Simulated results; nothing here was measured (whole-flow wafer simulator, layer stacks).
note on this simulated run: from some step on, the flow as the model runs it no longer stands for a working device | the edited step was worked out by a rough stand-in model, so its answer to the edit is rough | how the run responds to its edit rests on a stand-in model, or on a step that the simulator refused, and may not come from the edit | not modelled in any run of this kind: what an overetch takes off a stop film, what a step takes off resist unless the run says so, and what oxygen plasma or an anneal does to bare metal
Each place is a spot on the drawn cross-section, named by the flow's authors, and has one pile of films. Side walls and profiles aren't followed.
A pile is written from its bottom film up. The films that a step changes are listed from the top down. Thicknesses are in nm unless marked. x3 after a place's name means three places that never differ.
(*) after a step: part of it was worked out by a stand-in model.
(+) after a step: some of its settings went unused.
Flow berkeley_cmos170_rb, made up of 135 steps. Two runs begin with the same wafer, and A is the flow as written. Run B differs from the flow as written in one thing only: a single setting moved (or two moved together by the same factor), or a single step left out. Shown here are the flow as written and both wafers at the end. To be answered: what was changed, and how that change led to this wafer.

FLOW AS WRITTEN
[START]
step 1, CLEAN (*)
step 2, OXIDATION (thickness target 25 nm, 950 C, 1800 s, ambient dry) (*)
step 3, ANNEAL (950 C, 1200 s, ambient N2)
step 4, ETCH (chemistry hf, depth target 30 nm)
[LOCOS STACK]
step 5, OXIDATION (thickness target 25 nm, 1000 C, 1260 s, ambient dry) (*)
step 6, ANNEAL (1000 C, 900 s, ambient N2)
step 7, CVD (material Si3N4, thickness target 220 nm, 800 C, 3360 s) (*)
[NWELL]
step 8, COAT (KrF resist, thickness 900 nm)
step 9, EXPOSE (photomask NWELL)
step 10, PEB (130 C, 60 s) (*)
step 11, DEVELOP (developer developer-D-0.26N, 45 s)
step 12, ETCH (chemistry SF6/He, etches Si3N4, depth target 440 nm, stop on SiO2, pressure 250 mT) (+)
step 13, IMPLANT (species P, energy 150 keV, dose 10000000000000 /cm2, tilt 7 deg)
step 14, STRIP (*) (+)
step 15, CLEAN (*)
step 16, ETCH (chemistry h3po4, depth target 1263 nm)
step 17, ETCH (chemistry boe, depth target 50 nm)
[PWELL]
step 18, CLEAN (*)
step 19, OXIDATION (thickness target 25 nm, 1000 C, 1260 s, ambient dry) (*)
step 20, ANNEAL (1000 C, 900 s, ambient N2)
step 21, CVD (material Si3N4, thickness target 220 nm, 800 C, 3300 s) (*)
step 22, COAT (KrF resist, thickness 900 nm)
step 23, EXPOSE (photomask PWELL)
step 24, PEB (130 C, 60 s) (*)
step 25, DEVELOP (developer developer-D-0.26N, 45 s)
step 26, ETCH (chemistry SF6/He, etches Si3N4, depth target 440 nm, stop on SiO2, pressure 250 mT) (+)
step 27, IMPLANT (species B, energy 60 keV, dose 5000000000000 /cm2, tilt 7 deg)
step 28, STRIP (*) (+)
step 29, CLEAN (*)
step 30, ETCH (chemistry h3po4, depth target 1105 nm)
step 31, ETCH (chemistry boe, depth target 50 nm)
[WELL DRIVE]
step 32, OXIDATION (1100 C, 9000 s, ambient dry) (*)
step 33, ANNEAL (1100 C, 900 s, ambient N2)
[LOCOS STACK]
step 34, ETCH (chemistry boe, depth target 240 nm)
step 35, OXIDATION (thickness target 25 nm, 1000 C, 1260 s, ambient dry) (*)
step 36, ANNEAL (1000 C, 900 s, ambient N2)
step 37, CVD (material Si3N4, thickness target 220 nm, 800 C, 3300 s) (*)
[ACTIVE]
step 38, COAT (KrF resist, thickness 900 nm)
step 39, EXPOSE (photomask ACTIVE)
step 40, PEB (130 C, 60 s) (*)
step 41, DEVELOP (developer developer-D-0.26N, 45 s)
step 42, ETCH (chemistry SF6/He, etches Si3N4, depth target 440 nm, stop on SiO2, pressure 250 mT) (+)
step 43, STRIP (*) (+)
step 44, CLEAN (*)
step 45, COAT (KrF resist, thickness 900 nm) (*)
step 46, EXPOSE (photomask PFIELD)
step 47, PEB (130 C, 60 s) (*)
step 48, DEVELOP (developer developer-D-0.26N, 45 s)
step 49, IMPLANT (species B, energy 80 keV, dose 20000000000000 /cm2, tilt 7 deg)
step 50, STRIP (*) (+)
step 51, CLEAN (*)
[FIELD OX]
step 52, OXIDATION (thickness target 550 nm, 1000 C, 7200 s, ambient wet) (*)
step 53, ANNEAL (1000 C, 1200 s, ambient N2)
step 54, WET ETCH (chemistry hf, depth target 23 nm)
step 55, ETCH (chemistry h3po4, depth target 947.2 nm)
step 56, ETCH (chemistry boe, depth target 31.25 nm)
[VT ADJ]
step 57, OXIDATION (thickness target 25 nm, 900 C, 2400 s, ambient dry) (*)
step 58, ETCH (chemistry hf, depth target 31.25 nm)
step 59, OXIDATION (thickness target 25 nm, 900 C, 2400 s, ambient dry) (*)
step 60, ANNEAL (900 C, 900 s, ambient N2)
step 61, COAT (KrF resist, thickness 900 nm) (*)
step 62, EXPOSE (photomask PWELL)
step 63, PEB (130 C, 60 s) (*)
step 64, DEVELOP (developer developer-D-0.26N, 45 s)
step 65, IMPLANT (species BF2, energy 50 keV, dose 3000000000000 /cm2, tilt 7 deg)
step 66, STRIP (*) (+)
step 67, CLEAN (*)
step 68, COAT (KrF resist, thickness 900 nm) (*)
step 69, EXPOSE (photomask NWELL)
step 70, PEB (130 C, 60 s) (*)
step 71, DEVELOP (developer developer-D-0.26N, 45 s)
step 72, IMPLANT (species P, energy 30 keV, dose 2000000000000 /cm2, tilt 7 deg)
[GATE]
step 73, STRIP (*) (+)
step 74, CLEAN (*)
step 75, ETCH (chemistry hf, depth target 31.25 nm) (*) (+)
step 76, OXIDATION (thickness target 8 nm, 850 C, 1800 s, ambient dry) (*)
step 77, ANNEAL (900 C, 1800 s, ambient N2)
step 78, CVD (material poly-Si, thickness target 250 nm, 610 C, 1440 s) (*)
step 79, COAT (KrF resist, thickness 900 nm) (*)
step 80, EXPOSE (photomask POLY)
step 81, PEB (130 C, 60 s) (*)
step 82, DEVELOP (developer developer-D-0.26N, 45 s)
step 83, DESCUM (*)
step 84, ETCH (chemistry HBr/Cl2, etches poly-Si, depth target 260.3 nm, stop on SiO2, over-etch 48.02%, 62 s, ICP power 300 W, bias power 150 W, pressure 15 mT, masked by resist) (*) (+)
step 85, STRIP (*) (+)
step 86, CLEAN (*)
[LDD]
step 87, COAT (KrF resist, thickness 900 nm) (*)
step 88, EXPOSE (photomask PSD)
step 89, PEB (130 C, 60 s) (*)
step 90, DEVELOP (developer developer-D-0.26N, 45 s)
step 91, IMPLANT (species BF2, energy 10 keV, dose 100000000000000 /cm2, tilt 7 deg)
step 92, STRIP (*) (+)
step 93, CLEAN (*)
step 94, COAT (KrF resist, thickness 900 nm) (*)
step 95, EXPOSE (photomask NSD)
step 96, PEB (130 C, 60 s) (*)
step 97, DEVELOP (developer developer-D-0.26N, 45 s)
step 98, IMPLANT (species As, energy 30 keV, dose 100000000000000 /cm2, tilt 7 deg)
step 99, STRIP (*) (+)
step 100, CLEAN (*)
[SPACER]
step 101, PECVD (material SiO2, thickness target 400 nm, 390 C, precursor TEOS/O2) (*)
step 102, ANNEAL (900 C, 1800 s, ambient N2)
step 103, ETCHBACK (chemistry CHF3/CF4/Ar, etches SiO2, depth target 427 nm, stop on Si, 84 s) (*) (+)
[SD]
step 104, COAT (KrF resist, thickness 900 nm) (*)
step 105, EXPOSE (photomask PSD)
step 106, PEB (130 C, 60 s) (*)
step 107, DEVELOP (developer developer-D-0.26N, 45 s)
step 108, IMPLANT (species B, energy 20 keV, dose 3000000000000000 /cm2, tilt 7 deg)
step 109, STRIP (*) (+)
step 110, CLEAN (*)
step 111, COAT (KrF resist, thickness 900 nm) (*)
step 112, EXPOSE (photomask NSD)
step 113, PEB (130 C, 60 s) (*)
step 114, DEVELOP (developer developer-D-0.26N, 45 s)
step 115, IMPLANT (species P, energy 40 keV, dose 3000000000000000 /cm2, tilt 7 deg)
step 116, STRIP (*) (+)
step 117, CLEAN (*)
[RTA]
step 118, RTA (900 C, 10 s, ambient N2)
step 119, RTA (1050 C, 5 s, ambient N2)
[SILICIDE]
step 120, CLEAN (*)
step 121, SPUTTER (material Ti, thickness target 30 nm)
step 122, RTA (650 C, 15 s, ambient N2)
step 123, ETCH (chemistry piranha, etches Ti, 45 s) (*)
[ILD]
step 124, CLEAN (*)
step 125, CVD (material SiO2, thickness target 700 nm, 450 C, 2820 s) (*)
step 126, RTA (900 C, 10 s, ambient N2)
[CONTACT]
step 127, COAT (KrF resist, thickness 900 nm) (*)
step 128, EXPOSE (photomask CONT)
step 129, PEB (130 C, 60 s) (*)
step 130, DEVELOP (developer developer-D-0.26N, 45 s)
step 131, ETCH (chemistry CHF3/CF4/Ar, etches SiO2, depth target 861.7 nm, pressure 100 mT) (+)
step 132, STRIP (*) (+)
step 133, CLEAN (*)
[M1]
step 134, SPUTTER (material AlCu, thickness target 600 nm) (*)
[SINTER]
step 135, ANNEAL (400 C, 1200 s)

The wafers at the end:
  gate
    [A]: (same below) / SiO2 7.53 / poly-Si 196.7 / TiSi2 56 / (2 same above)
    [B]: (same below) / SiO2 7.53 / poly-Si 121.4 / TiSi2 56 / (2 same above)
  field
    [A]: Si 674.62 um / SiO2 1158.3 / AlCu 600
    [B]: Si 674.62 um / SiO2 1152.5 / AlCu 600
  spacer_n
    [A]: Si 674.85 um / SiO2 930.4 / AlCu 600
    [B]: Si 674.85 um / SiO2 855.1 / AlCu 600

The reason: step 78, CVD: 1008 s was run, though the flow has 1440 s.

The path from the change to this, step by step:
  step 78, CVD (material poly-Si, thickness target 250 nm, 610 C, 1440 s) (*)
      field, sd_n, spacer_n and 6 more: A poly-Si gains 250 (new film) | B poly-Si gains 174.7 (new film)
  step 84, ETCH (chemistry HBr/Cl2, etches poly-Si, depth target 260.3 nm, stop on SiO2, over-etch 48.02%, 62 s, ICP power 300 W, bias power 150 W, pressure 15 mT, masked by resist) (*) (+)
      field, sd_n, spacer_n, sd_p, spacer_p, contact, m1: A poly-Si loses 250 (all of it), SiO2 loses 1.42 | B poly-Si loses 174.7 (all of it), SiO2 loses 7.21
  step 87, COAT (KrF resist, thickness 900 nm) (*)
      gate: A KrF resist gains 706 (new film) | B KrF resist gains 765.4 (new film)
      gate_p: A KrF resist gains 706.3 (new film) | B KrF resist gains 765.8 (new film)
  step 90, DEVELOP (developer developer-D-0.26N, 45 s)
      gate_p: A KrF resist loses 706.3 (all of it) | B KrF resist loses 765.8 (all of it)
  step 92, STRIP (*) (+)
      gate: A KrF resist loses 691.8 (all of it) | B KrF resist loses 751.2 (all of it)
  step 94, COAT (KrF resist, thickness 900 nm) (*)
      gate: A KrF resist gains 706 (new film) | B KrF resist gains 765.4 (new film)
      gate_p: A KrF resist gains 706.3 (new film) | B KrF resist gains 765.8 (new film)
  step 97, DEVELOP (developer developer-D-0.26N, 45 s)
      gate: A KrF resist loses 706 (all of it) | B KrF resist loses 765.4 (all of it)
  step 99, STRIP (*) (+)
      gate_p: A KrF resist loses 692.1 (all of it) | B KrF resist loses 751.6 (all of it)
  step 103, ETCHBACK (chemistry CHF3/CF4/Ar, etches SiO2, depth target 427 nm, stop on Si, 84 s) (*) (+)
      spacer_n: A SiO2 loses 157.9 | B SiO2 loses 230.8
      spacer_p: A SiO2 loses 157.9 | B SiO2 loses 230.7
  step 104, COAT (KrF resist, thickness 900 nm) (*)
      spacer_n: A KrF resist gains 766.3 (new film) | B KrF resist gains 826 (new film)
      gate: A KrF resist gains 742.1 (new film) | B KrF resist gains 800.5 (new film)
      (also at 2 further places)
  step 107, DEVELOP (developer developer-D-0.26N, 45 s)
      spacer_p: A KrF resist loses 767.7 (all of it) | B KrF resist loses 827.8 (all of it)
      gate_p: A KrF resist loses 743.2 (all of it) | B KrF resist loses 801.9 (all of it)
  step 109, STRIP (*) (+)
      spacer_n: A KrF resist loses 752.1 (all of it) | B KrF resist loses 811.8 (all of it)
      gate: A KrF resist loses 727.9 (all of it) | B KrF resist loses 786.3 (all of it)
  step 111, COAT (KrF resist, thickness 900 nm) (*)
      spacer_n: A KrF resist gains 766.3 (new film) | B KrF resist gains 826 (new film)
      gate: A KrF resist gains 742.1 (new film) | B KrF resist gains 800.5 (new film)
      (also at 2 further places)
  step 114, DEVELOP (developer developer-D-0.26N, 45 s)
      spacer_n: A KrF resist loses 766.3 (all of it) | B KrF resist loses 826 (all of it)
      gate: A KrF resist loses 742.1 (all of it) | B KrF resist loses 800.5 (all of it)
  step 116, STRIP (*) (+)
      spacer_p: A KrF resist loses 753.5 (all of it) | B KrF resist loses 813.6 (all of it)
      gate_p: A KrF resist loses 729 (all of it) | B KrF resist loses 787.7 (all of it)
  step 121, SPUTTER (material Ti, thickness target 30 nm)
      spacer_n, spacer_p: A Ti gains 30 (new film) | B Ti gains 28.7 (new film)
  ... 5 further steps ...
  step 134, SPUTTER (material AlCu, thickness target 600 nm) (*)
      sd_p: A AlCu gains 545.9 (new film) | B AlCu gains 566.4 (new film)
